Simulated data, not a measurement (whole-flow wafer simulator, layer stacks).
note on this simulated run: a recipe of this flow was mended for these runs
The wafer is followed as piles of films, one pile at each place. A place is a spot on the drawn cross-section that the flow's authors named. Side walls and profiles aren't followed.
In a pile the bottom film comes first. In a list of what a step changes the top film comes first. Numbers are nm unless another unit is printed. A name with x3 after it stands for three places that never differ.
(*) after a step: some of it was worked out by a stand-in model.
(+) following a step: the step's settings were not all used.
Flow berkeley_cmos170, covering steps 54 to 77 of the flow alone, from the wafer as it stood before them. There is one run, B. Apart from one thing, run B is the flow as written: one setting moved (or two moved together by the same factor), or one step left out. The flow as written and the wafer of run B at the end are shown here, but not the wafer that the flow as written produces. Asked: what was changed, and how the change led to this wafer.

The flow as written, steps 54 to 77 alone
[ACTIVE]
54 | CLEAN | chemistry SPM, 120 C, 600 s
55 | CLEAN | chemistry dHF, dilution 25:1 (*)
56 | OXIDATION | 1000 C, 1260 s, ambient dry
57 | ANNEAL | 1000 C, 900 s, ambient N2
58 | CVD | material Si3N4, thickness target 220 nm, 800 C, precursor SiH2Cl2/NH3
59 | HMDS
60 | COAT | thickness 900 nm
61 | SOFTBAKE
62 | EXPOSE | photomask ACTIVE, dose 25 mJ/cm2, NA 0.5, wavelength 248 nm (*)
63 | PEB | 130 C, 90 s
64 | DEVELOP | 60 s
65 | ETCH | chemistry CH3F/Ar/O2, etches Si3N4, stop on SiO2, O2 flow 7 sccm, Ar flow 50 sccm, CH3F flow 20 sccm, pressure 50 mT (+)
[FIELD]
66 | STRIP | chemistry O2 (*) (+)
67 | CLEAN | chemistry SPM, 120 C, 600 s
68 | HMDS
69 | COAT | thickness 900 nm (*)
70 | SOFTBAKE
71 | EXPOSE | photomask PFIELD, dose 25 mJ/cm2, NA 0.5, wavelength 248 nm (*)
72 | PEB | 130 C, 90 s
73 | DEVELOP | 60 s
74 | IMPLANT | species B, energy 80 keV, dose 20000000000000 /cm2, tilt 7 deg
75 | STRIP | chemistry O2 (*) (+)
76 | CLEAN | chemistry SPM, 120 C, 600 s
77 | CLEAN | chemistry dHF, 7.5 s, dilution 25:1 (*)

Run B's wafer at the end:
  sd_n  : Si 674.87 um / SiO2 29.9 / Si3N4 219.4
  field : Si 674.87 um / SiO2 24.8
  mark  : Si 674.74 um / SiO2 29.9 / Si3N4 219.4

What caused this: step 56, OXIDATION: 1575 s was run, though the flow has 1260 s.

Step by step, how the change led to this:
  56 | OXIDATION | 1000 C, 1260 s, ambient dry
      field, mark, sd_n and 10 more: SiO2 gains 29.9 (new film), Si loses 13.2 (it would be, as written: SiO2 gains 26.6 (new film), Si loses 11.7)
